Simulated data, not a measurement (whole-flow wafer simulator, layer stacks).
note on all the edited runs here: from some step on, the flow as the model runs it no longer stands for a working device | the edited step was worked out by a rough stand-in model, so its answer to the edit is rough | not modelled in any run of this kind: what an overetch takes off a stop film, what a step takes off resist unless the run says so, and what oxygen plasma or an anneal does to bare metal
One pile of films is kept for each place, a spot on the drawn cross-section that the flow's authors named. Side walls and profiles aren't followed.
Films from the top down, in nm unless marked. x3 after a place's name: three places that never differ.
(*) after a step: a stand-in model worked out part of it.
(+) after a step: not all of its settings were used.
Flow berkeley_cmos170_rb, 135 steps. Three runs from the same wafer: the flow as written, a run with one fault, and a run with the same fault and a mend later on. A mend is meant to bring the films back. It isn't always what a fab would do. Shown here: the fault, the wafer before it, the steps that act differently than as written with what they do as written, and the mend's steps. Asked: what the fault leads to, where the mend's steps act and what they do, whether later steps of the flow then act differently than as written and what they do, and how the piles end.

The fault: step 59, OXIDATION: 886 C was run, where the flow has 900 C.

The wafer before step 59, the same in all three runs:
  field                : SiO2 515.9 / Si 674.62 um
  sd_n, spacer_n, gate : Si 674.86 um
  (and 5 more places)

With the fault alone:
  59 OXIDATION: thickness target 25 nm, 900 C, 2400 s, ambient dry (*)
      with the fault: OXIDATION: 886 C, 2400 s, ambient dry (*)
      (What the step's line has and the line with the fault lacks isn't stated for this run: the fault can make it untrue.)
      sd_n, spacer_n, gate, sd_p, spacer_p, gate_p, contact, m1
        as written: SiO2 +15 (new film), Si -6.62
        with the fault: SiO2 +13.1 (new film), Si -5.75
  Later steps of the flow that act differently than as written (30 more steps differ only slightly, by at most 2% or 0.5 nm, whichever is larger, and aren't shown):
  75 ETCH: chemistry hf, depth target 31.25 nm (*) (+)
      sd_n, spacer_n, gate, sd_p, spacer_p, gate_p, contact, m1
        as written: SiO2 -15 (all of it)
        with the fault: SiO2 -13.1 (all of it)
  At the end the piles differ from the flow's only slightly at the places that both follow, by at most 2% or 0.5 nm, whichever is larger.

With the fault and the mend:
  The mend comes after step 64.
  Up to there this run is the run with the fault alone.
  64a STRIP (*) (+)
      sd_p
        KrF resist -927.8 (all of it)
      spacer_p
        KrF resist -911.1 (all of it)
      gate_p
        KrF resist -910.2 (all of it)
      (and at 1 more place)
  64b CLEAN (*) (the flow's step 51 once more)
      changes no film at any place that is followed
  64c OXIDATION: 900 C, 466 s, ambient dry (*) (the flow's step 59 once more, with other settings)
      sd_n, spacer_n, gate, sd_p, spacer_p, gate_p, contact, m1
        SiO2 +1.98, Si -0.87
      field
        SiO2 +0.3, Si -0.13
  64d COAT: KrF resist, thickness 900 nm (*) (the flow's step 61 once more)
      field
        KrF resist +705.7 (new film)
      sd_n
        KrF resist +957.4 (new film)
      spacer_n
        KrF resist +924.9 (new film)
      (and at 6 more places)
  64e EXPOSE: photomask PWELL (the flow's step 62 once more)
      changes no film at any place that is followed
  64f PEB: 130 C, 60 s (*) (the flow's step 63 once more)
      changes no film at any place that is followed
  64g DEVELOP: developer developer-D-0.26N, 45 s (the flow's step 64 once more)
      sd_p, spacer_p, gate_p, m1
        KrF resist -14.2
      field
        KrF resist -705.7 (all of it)
      sd_n
        KrF resist -957.4 (all of it)
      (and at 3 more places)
  No later step of the flow acts differently than as written, at any place that is followed, by more than 2% or 0.5 nm, whichever is larger.
  At the end the piles differ from the flow's only slightly at the places that both follow, by at most 2% or 0.5 nm, whichever is larger.
